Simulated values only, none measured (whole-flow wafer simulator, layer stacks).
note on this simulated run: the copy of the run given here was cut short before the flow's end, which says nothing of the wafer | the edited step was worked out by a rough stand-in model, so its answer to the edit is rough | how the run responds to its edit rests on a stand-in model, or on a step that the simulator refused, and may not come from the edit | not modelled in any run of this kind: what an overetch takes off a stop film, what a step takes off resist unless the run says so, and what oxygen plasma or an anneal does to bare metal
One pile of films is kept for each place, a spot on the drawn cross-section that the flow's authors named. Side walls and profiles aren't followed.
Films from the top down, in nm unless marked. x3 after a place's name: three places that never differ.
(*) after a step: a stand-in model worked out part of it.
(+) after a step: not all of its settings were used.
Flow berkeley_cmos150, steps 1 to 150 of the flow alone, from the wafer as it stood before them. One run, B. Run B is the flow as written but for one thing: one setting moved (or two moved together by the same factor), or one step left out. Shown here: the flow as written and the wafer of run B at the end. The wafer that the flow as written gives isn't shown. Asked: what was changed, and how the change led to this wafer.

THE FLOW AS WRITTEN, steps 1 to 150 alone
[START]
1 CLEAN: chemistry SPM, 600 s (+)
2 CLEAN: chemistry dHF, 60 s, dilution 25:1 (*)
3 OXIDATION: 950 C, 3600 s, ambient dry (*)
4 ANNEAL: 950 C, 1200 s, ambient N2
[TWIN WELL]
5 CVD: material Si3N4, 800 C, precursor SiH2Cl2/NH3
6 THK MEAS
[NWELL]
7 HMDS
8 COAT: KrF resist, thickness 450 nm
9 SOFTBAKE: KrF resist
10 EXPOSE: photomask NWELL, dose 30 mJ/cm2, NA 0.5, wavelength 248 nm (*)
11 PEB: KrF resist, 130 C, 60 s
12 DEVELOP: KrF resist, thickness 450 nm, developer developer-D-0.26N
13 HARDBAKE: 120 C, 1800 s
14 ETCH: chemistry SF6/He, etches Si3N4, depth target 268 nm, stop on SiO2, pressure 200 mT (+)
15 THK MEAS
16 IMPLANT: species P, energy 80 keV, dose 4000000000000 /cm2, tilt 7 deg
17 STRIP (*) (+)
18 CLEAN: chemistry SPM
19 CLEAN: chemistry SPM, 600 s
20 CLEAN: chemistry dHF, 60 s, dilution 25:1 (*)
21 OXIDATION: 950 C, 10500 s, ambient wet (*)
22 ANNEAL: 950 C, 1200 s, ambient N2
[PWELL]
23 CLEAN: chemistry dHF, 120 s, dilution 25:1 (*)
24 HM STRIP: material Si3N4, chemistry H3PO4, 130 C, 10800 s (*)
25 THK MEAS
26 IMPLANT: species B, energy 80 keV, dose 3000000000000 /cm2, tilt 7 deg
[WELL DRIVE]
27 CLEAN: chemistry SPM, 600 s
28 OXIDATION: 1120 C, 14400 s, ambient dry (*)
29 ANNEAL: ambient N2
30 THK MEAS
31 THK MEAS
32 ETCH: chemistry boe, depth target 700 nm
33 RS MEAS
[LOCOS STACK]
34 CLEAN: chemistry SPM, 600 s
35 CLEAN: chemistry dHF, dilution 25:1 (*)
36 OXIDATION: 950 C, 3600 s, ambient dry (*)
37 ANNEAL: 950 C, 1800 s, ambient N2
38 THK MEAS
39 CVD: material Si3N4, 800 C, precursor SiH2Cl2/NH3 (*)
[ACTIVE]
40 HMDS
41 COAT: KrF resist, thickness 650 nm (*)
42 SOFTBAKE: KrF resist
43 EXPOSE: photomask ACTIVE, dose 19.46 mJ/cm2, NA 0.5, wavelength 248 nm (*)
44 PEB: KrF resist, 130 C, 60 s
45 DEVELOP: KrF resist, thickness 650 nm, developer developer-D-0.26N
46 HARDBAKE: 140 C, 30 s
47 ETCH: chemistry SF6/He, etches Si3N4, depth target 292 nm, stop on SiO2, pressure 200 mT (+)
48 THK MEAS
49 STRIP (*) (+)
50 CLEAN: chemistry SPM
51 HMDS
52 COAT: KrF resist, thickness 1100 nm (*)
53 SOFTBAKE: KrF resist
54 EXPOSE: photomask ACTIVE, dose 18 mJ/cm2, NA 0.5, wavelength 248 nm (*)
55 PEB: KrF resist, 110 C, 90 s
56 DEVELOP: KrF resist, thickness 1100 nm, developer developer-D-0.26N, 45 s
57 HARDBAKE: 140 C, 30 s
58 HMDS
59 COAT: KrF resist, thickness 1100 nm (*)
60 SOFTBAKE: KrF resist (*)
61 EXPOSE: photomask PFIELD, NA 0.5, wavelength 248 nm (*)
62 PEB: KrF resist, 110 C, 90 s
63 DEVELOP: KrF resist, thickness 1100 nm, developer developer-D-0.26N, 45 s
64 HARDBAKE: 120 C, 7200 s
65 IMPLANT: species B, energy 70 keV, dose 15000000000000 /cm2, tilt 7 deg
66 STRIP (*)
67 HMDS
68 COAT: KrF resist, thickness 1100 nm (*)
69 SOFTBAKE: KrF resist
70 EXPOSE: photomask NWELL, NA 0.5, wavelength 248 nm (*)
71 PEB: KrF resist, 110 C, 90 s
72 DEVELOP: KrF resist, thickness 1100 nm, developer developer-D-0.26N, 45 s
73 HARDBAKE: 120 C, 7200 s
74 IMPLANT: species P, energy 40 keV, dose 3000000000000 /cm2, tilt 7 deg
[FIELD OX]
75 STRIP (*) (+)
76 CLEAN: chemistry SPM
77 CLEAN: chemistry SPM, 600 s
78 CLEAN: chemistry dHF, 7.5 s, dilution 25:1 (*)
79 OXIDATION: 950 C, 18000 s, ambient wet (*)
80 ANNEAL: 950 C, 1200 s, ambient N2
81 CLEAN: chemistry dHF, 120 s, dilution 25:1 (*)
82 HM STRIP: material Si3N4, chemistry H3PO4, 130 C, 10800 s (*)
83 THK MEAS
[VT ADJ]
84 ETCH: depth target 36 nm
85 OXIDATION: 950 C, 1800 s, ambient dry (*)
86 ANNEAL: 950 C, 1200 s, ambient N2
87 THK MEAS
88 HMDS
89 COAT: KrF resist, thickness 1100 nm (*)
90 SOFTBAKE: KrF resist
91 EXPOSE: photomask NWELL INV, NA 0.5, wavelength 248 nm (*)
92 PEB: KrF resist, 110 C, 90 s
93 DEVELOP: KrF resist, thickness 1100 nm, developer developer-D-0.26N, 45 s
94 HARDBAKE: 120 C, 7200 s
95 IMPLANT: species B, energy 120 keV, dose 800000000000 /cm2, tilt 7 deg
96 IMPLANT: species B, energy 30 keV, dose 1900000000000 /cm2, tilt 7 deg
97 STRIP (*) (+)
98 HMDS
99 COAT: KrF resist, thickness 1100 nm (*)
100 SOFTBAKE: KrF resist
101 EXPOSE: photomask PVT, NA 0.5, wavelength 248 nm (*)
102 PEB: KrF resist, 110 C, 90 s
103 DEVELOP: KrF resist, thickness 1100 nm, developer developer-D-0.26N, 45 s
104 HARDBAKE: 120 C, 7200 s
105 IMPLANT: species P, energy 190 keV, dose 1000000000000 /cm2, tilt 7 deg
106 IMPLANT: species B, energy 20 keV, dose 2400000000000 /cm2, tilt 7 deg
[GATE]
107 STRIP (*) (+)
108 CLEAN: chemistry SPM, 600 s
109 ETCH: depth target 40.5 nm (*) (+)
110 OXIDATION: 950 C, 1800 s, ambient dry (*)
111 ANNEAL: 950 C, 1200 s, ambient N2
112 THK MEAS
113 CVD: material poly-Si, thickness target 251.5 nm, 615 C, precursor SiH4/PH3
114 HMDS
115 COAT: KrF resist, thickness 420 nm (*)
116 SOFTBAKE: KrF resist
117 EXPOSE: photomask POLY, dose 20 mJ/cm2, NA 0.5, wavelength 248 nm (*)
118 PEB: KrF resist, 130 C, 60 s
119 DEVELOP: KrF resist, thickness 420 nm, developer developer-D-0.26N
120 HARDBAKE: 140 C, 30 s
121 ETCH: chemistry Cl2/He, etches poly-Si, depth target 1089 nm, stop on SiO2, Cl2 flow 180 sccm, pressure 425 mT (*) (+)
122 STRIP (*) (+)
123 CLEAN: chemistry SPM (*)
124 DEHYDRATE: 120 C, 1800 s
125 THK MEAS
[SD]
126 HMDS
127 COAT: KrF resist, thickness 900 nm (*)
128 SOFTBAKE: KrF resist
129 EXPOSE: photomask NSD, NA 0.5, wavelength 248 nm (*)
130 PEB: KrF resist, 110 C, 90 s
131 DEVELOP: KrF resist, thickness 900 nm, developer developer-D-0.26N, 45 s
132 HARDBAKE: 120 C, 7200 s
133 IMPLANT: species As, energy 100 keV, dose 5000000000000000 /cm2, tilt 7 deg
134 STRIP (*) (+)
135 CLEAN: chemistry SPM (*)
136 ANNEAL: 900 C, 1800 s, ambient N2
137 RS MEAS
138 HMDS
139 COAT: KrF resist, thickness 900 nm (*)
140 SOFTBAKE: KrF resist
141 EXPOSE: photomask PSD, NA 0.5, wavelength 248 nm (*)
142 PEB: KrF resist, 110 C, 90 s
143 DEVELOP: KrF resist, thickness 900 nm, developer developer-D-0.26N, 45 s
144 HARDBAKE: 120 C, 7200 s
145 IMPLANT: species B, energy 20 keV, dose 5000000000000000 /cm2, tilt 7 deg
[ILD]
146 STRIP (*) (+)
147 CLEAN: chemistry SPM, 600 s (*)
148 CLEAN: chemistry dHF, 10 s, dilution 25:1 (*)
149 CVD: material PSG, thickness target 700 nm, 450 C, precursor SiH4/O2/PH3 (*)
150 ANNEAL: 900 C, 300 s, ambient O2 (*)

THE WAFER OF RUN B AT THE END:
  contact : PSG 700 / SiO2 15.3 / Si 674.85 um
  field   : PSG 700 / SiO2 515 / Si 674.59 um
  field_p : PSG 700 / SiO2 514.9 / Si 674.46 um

The cause: step 36, OXIDATION: 808 C was run, where the flow has 950 C.

How the change led to this, step by step:
  36 OXIDATION: 950 C, 3600 s, ambient dry (*)
      field, field_p, sd_n, gate_n, sd_p, gate_p, contact, m1: SiO2 +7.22 (new film), Si -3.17 (as written it would be: SiO2 +31.5 (new film), Si -13.8)
  41 COAT: KrF resist, thickness 650 nm (*)
      field: KrF resist +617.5 (new film) (as written it would be: KrF resist +646.4 (new film))
  45 DEVELOP: KrF resist, thickness 650 nm, developer developer-D-0.26N
      field: KrF resist -616.6 (all of it) (as written it would be: KrF resist -645.4 (all of it))
  79 OXIDATION: 950 C, 18000 s, ambient wet (*)
      field: SiO2 +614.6, Si -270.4 (as written it would be: SiO2 +598.1, Si -263.1)
      field_p: SiO2 +614.7, Si -270.5 (as written it would be: SiO2 +598.1, Si -263.2)
      (and at 1 more place)
  84 ETCH: depth target 36 nm
      sd_n: SiO2 -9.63 (all of it) (as written it would be: SiO2 -36)
      gate_n, sd_p, gate_p, contact, m1: SiO2 -5.33 (all of it) (as written it would be: SiO2 -29.6 (all of it))
  85 OXIDATION: 950 C, 1800 s, ambient dry (*)
      sd_n: SiO2 +20.4 (new film), Si -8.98 (as written it would be: SiO2 +12.2, Si -5.35)
  109 ETCH: depth target 40.5 nm (*) (+)
      sd_n: SiO2 -20.4 (all of it) (as written it would be: SiO2 -40.4 (all of it))
  115 COAT: KrF resist, thickness 420 nm (*)
      sd_n: KrF resist +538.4 (new film) (as written it would be: KrF resist +563.4 (new film))
  119 DEVELOP: KrF resist, thickness 420 nm, developer developer-D-0.26N
      sd_n: KrF resist -537.6 (all of it) (as written it would be: KrF resist -562.5 (all of it))
  122 STRIP (*) (+)
      gate_p: chemical SiO2 +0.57 (new film), KrF resist -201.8 (all of it), poly-Si -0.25 (as written it would be: chemical SiO2 +0.57 (new film), KrF resist -206.4 (all of it), poly-Si -0.25)
  127 COAT: KrF resist, thickness 900 nm (*)
      sd_n: KrF resist +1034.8 (new film) (as written it would be: KrF resist +1061.7 (new film))
  131 DEVELOP: KrF resist, thickness 900 nm, developer developer-D-0.26N, 45 s
      sd_n: KrF resist -1027.7 (all of it) (as written it would be: KrF resist -1054.3 (all of it))
  139 COAT: KrF resist, thickness 900 nm (*)
      sd_n: KrF resist +1034.8 (new film) (as written it would be: KrF resist +1061.7 (new film))
  146 STRIP (*) (+)
      sd_n: KrF resist -997.9 (all of it) (as written it would be: KrF resist -1024.1 (all of it))
